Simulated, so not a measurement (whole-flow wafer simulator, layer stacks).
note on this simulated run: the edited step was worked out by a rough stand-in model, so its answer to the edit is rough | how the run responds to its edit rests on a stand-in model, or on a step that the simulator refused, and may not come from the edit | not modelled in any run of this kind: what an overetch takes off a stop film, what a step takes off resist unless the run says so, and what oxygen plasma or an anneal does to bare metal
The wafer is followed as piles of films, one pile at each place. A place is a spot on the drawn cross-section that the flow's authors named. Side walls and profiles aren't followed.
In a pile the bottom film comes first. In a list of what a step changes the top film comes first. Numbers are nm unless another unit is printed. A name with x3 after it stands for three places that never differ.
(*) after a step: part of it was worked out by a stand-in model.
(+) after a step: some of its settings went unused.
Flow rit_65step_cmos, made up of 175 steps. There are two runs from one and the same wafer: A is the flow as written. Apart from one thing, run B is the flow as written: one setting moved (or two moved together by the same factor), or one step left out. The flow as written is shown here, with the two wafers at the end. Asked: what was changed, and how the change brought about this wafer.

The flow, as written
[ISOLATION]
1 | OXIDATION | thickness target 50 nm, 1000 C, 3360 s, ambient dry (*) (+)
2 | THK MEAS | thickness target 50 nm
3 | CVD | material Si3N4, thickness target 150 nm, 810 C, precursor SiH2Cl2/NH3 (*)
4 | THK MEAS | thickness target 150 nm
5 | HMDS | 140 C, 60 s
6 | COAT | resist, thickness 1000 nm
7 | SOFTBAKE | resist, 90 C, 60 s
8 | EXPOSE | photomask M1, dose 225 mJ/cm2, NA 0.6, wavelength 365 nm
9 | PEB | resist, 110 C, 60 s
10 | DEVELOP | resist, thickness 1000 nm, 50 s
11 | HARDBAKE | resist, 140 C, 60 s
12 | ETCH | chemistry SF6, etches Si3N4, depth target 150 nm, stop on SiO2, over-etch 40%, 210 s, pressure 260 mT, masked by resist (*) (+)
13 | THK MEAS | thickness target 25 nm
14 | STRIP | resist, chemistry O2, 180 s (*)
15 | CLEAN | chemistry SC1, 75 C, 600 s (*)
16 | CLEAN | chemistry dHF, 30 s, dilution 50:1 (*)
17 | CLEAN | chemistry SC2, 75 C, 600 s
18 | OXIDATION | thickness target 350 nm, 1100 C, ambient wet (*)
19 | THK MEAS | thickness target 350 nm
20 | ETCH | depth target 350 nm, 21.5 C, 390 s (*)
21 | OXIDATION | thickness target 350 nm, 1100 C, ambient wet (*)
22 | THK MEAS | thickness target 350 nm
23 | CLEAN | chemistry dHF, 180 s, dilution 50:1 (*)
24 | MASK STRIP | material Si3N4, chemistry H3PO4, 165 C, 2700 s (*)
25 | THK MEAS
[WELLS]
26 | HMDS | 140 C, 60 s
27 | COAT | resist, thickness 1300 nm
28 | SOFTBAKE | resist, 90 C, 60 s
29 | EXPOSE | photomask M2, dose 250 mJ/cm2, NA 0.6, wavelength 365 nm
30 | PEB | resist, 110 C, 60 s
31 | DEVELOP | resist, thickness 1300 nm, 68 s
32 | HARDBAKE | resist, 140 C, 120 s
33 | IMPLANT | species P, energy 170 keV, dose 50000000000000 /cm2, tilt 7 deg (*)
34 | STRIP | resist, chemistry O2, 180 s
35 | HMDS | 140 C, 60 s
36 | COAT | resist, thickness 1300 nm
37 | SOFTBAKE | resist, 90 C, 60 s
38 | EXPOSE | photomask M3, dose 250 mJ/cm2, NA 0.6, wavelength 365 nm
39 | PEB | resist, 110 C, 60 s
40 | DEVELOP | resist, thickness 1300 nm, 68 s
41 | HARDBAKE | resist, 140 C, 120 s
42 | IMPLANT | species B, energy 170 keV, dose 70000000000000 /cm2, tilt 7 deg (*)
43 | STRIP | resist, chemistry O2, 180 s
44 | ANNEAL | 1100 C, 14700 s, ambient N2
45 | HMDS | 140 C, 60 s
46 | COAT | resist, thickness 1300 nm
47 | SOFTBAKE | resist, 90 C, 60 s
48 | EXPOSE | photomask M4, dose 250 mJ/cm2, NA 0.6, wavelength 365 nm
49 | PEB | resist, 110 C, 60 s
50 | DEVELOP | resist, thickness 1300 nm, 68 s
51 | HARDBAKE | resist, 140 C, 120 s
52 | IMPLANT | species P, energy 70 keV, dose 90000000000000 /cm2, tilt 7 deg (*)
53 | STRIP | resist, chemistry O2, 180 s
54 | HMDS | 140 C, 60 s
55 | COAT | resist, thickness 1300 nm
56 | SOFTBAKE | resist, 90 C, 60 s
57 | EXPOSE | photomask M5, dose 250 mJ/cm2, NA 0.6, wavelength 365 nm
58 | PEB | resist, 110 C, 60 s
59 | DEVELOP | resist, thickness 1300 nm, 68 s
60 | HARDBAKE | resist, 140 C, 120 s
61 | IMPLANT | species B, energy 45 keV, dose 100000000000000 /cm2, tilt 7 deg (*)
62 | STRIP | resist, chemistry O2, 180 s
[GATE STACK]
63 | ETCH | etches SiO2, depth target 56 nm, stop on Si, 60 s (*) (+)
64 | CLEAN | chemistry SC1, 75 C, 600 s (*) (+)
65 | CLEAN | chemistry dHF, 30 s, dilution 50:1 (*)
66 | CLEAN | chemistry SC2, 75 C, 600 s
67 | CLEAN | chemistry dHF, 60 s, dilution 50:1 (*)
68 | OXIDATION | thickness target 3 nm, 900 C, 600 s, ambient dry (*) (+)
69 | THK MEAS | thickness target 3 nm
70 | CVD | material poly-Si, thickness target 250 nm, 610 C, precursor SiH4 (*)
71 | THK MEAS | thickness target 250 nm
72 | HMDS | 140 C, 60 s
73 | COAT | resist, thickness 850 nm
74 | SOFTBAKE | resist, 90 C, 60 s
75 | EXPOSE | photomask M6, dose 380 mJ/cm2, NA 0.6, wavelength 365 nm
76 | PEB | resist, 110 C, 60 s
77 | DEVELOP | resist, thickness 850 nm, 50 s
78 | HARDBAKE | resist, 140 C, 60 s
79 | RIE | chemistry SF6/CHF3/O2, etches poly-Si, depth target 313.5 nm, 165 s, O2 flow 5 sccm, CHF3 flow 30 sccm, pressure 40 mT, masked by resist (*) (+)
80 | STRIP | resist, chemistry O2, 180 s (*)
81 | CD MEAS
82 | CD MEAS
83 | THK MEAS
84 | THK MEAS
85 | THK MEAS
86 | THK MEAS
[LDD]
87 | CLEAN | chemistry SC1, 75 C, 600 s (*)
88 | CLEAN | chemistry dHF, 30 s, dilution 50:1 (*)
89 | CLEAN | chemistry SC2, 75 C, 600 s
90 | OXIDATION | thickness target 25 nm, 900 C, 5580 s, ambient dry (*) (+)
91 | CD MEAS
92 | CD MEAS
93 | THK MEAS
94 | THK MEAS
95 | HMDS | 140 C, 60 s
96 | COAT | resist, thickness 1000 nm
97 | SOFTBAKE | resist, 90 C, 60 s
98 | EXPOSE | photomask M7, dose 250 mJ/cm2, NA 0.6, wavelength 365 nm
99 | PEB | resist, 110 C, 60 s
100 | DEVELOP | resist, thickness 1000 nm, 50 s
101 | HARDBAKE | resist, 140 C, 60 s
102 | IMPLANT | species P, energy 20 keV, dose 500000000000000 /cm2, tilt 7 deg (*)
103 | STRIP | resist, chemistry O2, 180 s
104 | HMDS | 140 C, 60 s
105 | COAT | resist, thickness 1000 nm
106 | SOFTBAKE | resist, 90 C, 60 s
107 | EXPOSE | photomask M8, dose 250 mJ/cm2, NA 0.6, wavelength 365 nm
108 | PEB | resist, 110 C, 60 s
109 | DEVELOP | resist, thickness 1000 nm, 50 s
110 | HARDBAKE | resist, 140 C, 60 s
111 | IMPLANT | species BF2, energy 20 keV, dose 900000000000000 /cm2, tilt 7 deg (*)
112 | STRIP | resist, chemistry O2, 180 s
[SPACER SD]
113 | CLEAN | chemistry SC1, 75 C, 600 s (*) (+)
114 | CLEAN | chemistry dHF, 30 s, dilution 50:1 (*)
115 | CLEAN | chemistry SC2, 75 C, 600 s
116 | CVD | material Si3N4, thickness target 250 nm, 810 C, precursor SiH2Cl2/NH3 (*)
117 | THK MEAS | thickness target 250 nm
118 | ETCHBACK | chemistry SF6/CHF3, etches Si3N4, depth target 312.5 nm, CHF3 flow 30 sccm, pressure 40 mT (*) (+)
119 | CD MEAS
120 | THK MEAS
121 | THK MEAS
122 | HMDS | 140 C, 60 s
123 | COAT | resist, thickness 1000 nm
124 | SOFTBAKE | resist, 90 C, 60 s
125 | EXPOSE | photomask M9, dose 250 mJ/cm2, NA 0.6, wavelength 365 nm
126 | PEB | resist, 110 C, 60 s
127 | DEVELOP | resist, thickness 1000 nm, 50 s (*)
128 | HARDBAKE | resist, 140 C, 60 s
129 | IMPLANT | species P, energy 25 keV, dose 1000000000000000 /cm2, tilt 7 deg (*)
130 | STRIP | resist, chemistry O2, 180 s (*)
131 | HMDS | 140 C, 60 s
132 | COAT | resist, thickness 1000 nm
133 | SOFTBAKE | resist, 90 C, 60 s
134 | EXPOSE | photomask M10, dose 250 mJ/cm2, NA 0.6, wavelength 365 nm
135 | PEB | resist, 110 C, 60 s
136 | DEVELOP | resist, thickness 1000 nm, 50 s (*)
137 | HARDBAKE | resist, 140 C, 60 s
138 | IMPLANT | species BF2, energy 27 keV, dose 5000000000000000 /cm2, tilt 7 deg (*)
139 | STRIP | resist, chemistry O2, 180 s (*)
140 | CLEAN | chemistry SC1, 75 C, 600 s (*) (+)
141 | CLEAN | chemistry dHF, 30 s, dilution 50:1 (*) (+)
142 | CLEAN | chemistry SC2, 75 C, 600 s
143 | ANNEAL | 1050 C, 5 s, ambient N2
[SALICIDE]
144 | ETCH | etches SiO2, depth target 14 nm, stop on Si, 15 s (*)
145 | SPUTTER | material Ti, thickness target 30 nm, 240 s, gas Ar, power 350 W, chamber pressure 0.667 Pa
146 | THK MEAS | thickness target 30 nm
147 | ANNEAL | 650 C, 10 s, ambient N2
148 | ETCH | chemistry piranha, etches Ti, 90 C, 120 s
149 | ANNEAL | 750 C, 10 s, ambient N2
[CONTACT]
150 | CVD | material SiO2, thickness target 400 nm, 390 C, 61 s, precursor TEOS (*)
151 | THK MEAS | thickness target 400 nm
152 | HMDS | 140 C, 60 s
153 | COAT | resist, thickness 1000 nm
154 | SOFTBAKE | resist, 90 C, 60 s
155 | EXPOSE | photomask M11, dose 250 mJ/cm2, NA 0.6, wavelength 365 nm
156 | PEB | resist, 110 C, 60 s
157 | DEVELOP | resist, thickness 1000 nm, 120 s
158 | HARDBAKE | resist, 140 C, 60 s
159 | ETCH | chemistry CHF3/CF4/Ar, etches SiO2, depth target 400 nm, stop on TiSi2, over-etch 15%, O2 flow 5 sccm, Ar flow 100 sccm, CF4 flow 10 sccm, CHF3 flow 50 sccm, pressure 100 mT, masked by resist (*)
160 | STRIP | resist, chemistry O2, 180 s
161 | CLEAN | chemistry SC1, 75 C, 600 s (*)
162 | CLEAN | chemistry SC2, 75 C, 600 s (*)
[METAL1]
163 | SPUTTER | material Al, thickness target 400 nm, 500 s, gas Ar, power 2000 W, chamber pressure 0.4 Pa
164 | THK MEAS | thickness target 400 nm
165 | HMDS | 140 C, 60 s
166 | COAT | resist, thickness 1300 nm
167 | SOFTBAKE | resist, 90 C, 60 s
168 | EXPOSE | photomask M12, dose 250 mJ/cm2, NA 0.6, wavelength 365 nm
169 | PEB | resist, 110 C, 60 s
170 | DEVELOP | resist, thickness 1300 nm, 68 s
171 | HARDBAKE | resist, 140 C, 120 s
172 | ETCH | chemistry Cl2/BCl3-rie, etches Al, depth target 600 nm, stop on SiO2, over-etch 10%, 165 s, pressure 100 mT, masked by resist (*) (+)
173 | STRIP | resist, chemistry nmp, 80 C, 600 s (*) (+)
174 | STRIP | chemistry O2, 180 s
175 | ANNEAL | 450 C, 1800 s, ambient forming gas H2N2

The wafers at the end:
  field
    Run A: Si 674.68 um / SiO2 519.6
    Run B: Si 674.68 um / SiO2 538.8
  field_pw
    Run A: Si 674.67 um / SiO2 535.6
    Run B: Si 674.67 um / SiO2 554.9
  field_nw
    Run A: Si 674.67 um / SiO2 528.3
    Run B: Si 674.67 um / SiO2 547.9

What caused this: step 116, CVD: thickness target 275 nm was run, while the flow as written has thickness target 250 nm.

How this came from the change, step by step:
  116 | CVD | material Si3N4, thickness target 250 nm, 810 C, precursor SiH2Cl2/NH3 (*)
      field, field_pw, field_nw and 11 more: A Si3N4 gains 250 (new film) | B Si3N4 gains 275 (new film)
  118 | ETCHBACK | chemistry SF6/CHF3, etches Si3N4, depth target 312.5 nm, CHF3 flow 30 sccm, pressure 40 mT (*) (+)
      field, field_pw, field_nw, field_p: A Si3N4 loses 250 (all of it), SiO2 loses 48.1 | B Si3N4 loses 275 (all of it), SiO2 loses 28.8
      gate_n: A Si3N4 loses 250 (all of it), SiO2 loses 16.3 (all of it), poly-Si loses 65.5 | B Si3N4 loses 275 (all of it), SiO2 loses 16.3 (all of it), poly-Si loses 25.8
      (as well as at 1 more place)
  123 | COAT | resist, thickness 1000 nm
      gate_n: A resist gains 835 (new film) | B resist gains 795.8 (new film)
      gate_p: A resist gains 836.1 (new film) | B resist gains 797.1 (new film)
  126 | PEB | resist, 110 C, 60 s
      gate_n, gate_p: A resist loses 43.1 | B resist loses 41
  127 | DEVELOP | resist, thickness 1000 nm, 50 s (*)
      gate_n: A resist loses 791.9 (all of it) | B resist loses 754.9 (all of it)
  128 | HARDBAKE | resist, 140 C, 60 s
      gate_p: A resist loses 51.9 | B resist loses 49.1
  130 | STRIP | resist, chemistry O2, 180 s (*)
      gate_p: A chemical SiO2 gains 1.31 (new film), resist loses 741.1 (all of it), poly-Si loses 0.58 | B chemical SiO2 gains 1.31 (new film), resist loses 706.9 (all of it), poly-Si loses 0.58
  132 | COAT | resist, thickness 1000 nm
      gate_n: A resist gains 834.8 (new film) | B resist gains 795.9 (new film)
      gate_p: A resist gains 835.9 (new film) | B resist gains 796.9 (new film)
  135 | PEB | resist, 110 C, 60 s
      gate_n, gate_p: A resist loses 43.1 | B resist loses 41
  136 | DEVELOP | resist, thickness 1000 nm, 50 s (*)
      gate_p: A resist loses 792.8 (all of it) | B resist loses 755.9 (all of it)
  137 | HARDBAKE | resist, 140 C, 60 s
      gate_n: A resist loses 51.8 | B resist loses 49
  139 | STRIP | resist, chemistry O2, 180 s (*)
      gate_n: A resist loses 740 (all of it), chemical SiO2 gains 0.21, poly-Si loses 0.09 | B resist loses 705.9 (all of it), chemical SiO2 gains 0.21, poly-Si loses 0.09
  145 | SPUTTER | material Ti, thickness target 30 nm, 240 s, gas Ar, power 350 W, chamber pressure 0.667 Pa
      gate_n: A Ti gains 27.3 (new film) | B Ti gains 30 (new film)
      gate_p: A Ti gains 27.2 (new film) | B Ti gains 30 (new film)
  147 | ANNEAL | 650 C, 10 s, ambient N2
      gate_n: A Ti loses 21.3, TiSi first gains 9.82 (new film), TiSi2 C49 gains 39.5 (new film), poly-Si loses 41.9 | B Ti loses 23.4, TiSi first gains 15.7 (new film), TiSi2 C49 gains 36.2 (new film), poly-Si loses 42.9
      gate_p: A Ti loses 21.2, TiSi first gains 9.56 (new film), TiSi2 C49 gains 39.6 (new film), poly-Si loses 41.9 | B Ti loses 23.4, TiSi first gains 15.7 (new film), TiSi2 C49 gains 36.2 (new film), poly-Si loses 42.9
  148 | ETCH | chemistry piranha, etches Ti, 90 C, 120 s
      gate_n: A Ti loses 6 (all of it), TiSi first loses 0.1 | B Ti loses 6.6 (all of it), TiSi first loses 0.1
      gate_p: A Ti loses 5.97 (all of it), TiSi first loses 0.1 | B Ti loses 6.6 (all of it), TiSi first loses 0.1
  149 | ANNEAL | 750 C, 10 s, ambient N2
      gate_n: A TiSi2 gains 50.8 (new film), TiSi first loses 9.72 (all of it), TiSi2 C49 loses 39.5 (all of it), poly-Si loses 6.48 | B TiSi2 gains 55.9 (new film), TiSi first loses 15.6 (all of it), TiSi2 C49 loses 36.2 (all of it), poly-Si loses 10.4
      gate_p: A TiSi2 gains 50.6 (new film), TiSi first loses 9.46 (all of it), TiSi2 C49 loses 39.6 (all of it), poly-Si loses 6.31 | B TiSi2 gains 55.9 (new film), TiSi first loses 15.6 (all of it), TiSi2 C49 loses 36.2 (all of it), poly-Si loses 10.4
  ... 7 other steps ...
  170 | DEVELOP | resist, thickness 1300 nm, 68 s
      gate_n: A resist loses 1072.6 (all of it) | B resist loses 1031.5 (all of it)
      gate_p: A resist loses 1076.3 (all of it) | B resist loses 1035.7 (all of it)
